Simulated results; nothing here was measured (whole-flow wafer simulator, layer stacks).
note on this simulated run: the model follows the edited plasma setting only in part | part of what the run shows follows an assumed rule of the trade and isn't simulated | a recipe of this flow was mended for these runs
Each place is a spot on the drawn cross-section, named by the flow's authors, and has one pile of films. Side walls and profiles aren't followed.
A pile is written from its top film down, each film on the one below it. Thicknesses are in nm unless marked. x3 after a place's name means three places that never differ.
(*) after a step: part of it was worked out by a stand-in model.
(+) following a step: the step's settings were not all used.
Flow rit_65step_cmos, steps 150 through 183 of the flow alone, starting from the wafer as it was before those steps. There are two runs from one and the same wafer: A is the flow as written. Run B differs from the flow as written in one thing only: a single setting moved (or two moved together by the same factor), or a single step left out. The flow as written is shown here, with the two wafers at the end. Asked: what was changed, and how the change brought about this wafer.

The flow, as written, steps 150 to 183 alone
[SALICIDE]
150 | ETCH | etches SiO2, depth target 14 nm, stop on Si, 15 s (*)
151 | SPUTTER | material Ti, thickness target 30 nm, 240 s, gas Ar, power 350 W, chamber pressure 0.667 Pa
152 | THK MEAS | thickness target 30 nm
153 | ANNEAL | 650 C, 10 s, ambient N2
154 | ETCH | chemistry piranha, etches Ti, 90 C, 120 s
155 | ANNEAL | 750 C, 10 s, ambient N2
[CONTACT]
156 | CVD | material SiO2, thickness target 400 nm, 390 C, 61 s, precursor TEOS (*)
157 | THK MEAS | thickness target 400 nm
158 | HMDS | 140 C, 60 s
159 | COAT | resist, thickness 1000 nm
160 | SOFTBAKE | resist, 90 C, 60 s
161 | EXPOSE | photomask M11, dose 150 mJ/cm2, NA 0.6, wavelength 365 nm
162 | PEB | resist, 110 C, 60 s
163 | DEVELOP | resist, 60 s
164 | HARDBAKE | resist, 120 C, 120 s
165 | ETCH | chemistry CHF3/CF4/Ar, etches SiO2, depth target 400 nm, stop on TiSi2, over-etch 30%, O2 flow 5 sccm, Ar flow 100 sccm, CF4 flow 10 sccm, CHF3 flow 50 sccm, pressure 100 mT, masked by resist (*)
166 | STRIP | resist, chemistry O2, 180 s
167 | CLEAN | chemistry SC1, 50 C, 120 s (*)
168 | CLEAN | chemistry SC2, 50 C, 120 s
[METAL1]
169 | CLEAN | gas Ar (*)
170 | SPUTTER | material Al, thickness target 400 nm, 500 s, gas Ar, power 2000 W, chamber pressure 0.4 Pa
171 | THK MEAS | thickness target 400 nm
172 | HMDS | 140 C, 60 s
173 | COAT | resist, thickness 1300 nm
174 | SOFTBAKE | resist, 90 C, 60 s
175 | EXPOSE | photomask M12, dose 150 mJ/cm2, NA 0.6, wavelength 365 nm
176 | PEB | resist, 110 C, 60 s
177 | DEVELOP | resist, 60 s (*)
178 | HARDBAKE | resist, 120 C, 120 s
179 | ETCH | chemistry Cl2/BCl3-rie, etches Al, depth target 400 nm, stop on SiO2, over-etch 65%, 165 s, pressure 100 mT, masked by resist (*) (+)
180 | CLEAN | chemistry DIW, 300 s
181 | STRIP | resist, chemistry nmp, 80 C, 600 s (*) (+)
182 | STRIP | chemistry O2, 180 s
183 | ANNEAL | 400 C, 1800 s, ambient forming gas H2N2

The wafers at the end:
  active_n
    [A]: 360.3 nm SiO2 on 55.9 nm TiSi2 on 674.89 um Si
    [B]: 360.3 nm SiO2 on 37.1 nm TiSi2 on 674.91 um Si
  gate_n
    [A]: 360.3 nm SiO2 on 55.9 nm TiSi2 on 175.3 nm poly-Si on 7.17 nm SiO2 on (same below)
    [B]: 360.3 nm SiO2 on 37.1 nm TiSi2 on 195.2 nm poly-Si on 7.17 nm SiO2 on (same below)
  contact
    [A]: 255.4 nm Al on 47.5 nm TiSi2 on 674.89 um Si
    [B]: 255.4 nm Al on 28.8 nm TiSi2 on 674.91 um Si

The reason: step 151, SPUTTER: power 219 W was run, though the flow has power 350 W.

Step by step, how the change led to this:
  151 | SPUTTER | material Ti, thickness target 30 nm, 240 s, gas Ar, power 350 W, chamber pressure 0.667 Pa
      field, field_pw, field_nw and 11 more: A +30 Ti (new film) | B +18.8 Ti (new film)
  153 | ANNEAL | 650 C, 10 s, ambient N2
      active_n, active_p, sd_n, sd_p, contact, m1: A -23.4 Ti, +15 TiSi first (new film), +37.2 TiSi2 C49 (new film), -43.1 Si | B -14.6 Ti, +37.2 TiSi2 C49 (new film), -33.2 Si
      gate_n, gate_p: A -23.4 Ti, +15 TiSi first (new film), +37.2 TiSi2 C49 (new film), -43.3 poly-Si | B -14.6 Ti, +37.2 TiSi2 C49 (new film), -33.4 poly-Si
  154 | ETCH | chemistry piranha, etches Ti, 90 C, 120 s
      active_n, active_p, gate_n, gate_p, sd_n, sd_p, contact, m1: A -6.6 Ti (all of it), -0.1 TiSi first | B -4.13 Ti (all of it), -0.11 TiSi2 C49
      field, field_pw, field_nw, field_p, spacer, spacer_p: A -30 Ti (all of it) | B -18.8 Ti (all of it)
  155 | ANNEAL | 750 C, 10 s, ambient N2
      active_n, active_p, sd_n, sd_p, contact, m1: A +55.9 TiSi2 (new film), -14.9 TiSi first (all of it), -37.2 TiSi2 C49 (all of it), -9.91 Si | B +37.1 TiSi2 (new film), -37.1 TiSi2 C49 (all of it)
      gate_n, gate_p: A +55.9 TiSi2 (new film), -14.9 TiSi first (all of it), -37.2 TiSi2 C49 (all of it), -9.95 poly-Si | B +37.1 TiSi2 (new film), -37.1 TiSi2 C49 (all of it)
